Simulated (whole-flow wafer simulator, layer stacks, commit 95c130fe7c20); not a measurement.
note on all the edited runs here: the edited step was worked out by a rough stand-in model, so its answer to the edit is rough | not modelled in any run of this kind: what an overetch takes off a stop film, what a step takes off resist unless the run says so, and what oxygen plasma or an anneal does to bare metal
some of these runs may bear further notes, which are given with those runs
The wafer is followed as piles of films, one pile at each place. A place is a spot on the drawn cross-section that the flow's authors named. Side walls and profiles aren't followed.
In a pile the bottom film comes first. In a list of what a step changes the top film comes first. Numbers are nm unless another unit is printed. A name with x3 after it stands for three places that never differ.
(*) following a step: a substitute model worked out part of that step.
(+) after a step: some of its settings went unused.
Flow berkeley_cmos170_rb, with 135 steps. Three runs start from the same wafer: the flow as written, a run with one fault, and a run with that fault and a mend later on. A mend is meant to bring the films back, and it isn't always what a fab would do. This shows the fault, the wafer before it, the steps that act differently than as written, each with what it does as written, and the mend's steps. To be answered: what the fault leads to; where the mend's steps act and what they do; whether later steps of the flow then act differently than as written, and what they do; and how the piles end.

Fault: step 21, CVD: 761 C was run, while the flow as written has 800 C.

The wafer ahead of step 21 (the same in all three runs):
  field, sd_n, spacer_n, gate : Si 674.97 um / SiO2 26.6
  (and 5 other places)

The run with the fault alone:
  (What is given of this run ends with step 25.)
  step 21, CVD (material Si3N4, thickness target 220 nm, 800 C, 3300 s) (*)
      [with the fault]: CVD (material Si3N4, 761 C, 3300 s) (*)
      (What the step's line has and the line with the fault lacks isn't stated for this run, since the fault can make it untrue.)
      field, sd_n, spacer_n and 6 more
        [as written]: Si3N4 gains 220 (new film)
        [with the fault]: Si3N4 gains 120.5 (new film)
  Every later step of the flow up to step 25 that is run acts as written at every place that is followed.
  After step 25, at field, sd_n, spacer_n and 6 more, the piles differ from the flow's by more than 2% or 0.5 nm, whichever is larger.
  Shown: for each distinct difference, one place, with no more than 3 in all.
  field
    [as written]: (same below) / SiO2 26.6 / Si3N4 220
    [with the fault]: (same below) / SiO2 26.6 / Si3N4 120.5
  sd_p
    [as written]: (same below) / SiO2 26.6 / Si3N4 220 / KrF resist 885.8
    [with the fault]: (same below) / SiO2 26.6 / Si3N4 120.5 / KrF resist 885.8

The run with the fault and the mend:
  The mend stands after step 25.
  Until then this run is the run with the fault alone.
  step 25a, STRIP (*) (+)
      sd_p, spacer_p, gate_p, m1
        KrF resist loses 885.8 (all of it)
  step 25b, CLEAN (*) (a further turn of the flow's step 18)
      leaves every film unchanged at each place that is followed
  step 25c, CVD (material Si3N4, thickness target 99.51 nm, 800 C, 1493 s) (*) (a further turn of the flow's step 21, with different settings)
      field, sd_n, spacer_n and 6 more
        Si3N4 gains 99.5
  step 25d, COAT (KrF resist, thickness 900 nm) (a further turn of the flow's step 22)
      field, sd_n, spacer_n and 6 more
        KrF resist gains 900 (new film)
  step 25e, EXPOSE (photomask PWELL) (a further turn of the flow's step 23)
      leaves every film unchanged at each place that is followed
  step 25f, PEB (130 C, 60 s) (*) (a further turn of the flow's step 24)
      leaves every film unchanged at each place that is followed
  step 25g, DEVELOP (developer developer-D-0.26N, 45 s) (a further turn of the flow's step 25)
      field, sd_n, spacer_n, gate, contact
        KrF resist loses 900 (all of it)
      sd_p, spacer_p, gate_p, m1
        KrF resist loses 14.2
  Every later step of the flow that is run acts as written at every place that is followed.
  By the end, the piles equal the flow's at every place that both follow.
